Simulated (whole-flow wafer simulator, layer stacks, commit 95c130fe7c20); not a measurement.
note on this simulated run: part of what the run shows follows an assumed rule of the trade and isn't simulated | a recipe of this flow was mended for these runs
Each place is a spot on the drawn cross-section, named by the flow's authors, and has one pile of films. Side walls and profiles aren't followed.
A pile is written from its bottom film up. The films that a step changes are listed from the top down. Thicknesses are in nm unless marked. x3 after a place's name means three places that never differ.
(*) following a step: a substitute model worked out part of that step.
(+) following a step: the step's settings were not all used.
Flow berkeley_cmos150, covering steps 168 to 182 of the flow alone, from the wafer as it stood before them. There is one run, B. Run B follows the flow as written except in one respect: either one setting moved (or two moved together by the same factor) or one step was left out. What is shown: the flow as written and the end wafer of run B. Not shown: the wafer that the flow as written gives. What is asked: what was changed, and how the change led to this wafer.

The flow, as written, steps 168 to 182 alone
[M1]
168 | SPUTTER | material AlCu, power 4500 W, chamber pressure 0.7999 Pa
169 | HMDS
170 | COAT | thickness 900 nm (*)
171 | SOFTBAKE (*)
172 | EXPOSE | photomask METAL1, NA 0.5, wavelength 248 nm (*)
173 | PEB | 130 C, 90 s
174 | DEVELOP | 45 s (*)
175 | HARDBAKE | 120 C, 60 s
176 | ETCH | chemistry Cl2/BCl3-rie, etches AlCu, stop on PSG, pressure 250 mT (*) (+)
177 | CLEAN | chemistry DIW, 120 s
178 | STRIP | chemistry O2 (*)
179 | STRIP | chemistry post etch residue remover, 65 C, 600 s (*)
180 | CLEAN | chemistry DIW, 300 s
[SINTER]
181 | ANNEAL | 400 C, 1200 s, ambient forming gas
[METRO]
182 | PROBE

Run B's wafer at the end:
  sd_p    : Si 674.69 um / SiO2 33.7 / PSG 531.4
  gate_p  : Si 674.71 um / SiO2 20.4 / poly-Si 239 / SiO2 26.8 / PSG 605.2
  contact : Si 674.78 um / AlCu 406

The reason: step 168, SPUTTER: chamber pressure 1.004 Pa was run, whereas the flow has chamber pressure 0.7999 Pa.

The path from the change to this, step by step:
  168 | SPUTTER | material AlCu, power 4500 W, chamber pressure 0.7999 Pa
      field, sd_n, gate_n, m1: +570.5 AlCu (new film) (it would be, as written: +626.1 AlCu (new film))
      field_p: +564.5 AlCu (new film) (it would be, as written: +619.8 AlCu (new film))
      (also at 3 further places)
  176 | ETCH | chemistry Cl2/BCl3-rie, etches AlCu, stop on PSG, pressure 250 mT (*) (+)
      field, sd_n, gate_n: -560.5 AlCu (all of it), -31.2 PSG (it would be, as written: -616.1 AlCu (all of it), -31.2 PSG)
      contact, m1: -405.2 thick-KrF-resist (it would be, as written: -433.1 thick-KrF-resist)
      (also at 3 further places)
  178 | STRIP | chemistry O2 (*)
      m1: -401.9 thick-KrF-resist (all of it) (it would be, as written: -373.8 thick-KrF-resist (all of it))
